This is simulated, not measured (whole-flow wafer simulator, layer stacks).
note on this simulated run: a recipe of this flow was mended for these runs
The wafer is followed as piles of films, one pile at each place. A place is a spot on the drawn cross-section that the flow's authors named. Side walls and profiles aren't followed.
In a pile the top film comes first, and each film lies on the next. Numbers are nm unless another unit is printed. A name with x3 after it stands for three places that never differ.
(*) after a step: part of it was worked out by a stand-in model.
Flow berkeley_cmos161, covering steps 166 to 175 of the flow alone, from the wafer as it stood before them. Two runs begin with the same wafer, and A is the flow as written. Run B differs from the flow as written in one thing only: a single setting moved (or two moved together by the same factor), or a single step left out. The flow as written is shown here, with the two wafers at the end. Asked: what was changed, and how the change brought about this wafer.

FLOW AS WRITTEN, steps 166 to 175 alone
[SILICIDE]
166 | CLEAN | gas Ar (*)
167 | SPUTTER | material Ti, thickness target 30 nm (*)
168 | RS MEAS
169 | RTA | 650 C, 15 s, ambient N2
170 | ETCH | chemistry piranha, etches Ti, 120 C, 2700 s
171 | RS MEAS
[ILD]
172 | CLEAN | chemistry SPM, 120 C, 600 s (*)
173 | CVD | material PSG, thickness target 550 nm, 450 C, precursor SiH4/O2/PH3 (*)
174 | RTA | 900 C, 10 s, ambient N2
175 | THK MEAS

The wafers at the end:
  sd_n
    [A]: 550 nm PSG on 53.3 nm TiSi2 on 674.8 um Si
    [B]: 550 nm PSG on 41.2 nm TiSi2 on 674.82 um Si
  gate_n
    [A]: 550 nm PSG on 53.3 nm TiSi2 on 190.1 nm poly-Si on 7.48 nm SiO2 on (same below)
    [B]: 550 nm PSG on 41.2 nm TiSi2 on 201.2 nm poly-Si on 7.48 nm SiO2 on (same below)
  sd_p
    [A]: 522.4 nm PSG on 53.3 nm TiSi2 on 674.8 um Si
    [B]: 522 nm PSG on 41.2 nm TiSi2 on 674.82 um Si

The reason: step 167, SPUTTER: thickness target 23 nm was run, though the flow has thickness target 30 nm; step 170, ETCH: 2052 s was run, where the flow has 2700 s.

Step by step, how the change led to this:
  167 | SPUTTER | material Ti, thickness target 30 nm (*)
      field, sd_n, spacer_n, gate_n, sd_p, spacer_p, gate_p, contact x2: A Ti gains 30 (new film) | B Ti gains 23 (new film)
  169 | RTA | 650 C, 15 s, ambient N2
      sd_n, sd_p, contact x2: A Ti loses 23.4, TiSi first gains 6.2 (new film), TiSi2 C49 gains 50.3 (new film), Si loses 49 | B Ti loses 17.9, TiSi2 C49 gains 45.6 (new film), Si loses 40.7
      gate_n, gate_p: A Ti loses 23.4, TiSi first gains 6.2 (new film), TiSi2 C49 gains 50.3 (new film), poly-Si loses 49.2 | B Ti loses 17.9, TiSi2 C49 gains 45.6 (new film), poly-Si loses 40.9
  170 | ETCH | chemistry piranha, etches Ti, 120 C, 2700 s
      sd_n, gate_n, sd_p, gate_p, contact x2: A Ti loses 6.6 (all of it), TiSi first loses 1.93 | B Ti loses 5.06 (all of it), TiSi2 C49 loses 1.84
      field, spacer_n, spacer_p: A Ti loses 30 (all of it) | B Ti loses 23 (all of it)
  174 | RTA | 900 C, 10 s, ambient N2
      sd_n, sd_p, contact x2: A under 1 film: TiSi2 gains 53.3 (new film), TiSi first loses 4.27 (all of it), TiSi2 C49 loses 50.3 (all of it), Si loses 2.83 | B under 1 film: TiSi2 gains 41.2 (new film), TiSi2 C49 loses 43.8 (all of it)
      gate_n, gate_p: A under 1 film: TiSi2 gains 53.3 (new film), TiSi first loses 4.27 (all of it), TiSi2 C49 loses 50.3 (all of it), poly-Si loses 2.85 | B under 1 film: TiSi2 gains 41.2 (new film), TiSi2 C49 loses 43.8 (all of it)
